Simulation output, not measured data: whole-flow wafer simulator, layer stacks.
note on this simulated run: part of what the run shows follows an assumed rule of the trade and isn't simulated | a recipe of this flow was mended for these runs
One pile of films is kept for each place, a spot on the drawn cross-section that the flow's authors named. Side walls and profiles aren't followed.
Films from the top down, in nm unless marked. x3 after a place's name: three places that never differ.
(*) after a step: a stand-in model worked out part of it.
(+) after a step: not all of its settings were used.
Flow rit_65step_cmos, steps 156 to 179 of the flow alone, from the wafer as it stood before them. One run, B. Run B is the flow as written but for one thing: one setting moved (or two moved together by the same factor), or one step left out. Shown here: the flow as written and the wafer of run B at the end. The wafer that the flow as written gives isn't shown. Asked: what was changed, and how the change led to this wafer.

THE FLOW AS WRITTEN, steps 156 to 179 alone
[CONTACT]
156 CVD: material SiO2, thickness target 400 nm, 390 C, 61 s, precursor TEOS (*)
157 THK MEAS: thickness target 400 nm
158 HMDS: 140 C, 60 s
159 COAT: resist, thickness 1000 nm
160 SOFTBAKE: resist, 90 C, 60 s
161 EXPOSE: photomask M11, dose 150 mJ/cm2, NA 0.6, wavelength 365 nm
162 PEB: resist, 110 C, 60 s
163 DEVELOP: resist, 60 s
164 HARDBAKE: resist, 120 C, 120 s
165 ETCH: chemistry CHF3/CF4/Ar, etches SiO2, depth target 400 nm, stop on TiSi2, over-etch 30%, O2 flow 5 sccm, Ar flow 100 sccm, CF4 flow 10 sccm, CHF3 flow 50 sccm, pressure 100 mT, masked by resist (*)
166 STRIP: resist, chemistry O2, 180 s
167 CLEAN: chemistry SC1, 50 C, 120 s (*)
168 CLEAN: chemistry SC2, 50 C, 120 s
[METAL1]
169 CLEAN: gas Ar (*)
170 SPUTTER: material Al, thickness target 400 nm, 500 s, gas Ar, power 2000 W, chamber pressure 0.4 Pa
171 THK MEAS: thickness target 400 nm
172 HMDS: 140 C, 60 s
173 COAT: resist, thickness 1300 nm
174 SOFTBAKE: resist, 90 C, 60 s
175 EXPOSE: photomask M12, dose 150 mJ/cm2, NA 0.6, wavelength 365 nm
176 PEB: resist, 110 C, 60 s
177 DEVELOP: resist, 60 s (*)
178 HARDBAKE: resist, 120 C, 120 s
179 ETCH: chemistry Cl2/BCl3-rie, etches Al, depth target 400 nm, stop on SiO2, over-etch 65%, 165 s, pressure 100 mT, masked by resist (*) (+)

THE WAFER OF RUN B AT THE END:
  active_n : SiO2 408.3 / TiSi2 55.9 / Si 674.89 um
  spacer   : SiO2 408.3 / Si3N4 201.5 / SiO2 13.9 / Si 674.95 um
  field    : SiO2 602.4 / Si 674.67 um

The cause: step 156, CVD: thickness target 448 nm was run, where the flow has thickness target 400 nm; step 156, CVD: 68 s was run, where the flow has 61 s.

How the change led to this, step by step:
  156 CVD: material SiO2, thickness target 400 nm, 390 C, 61 s, precursor TEOS (*)
      active_n, active_p, gate_n and 7 more: SiO2 +448 (new film) (as written it would be: SiO2 +400 (new film))
      field, field_pw, field_nw, field_p: SiO2 +448 (as written it would be: SiO2 +400)
  165 ETCH: chemistry CHF3/CF4/Ar, etches SiO2, depth target 400 nm, stop on TiSi2, over-etch 30%, O2 flow 5 sccm, Ar flow 100 sccm, CF4 flow 10 sccm, CHF3 flow 50 sccm, pressure 100 mT, masked by resist (*)
      contact: SiO2 -448 (all of it), TiSi2 -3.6 (as written it would be: SiO2 -400 (all of it), TiSi2 -6)
  170 SPUTTER: material Al, thickness target 400 nm, 500 s, gas Ar, power 2000 W, chamber pressure 0.4 Pa
      contact: Al +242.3 (new film) (as written it would be: Al +255.4 (new film))
  173 COAT: resist, thickness 1300 nm
      contact: resist +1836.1 (new film) (as written it would be: resist +1785.1 (new film))
  176 PEB: resist, 110 C, 60 s
      contact: resist -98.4 (as written it would be: resist -95.5)
  178 HARDBAKE: resist, 120 C, 120 s
      contact: resist -64.1 (as written it would be: resist -62.1)
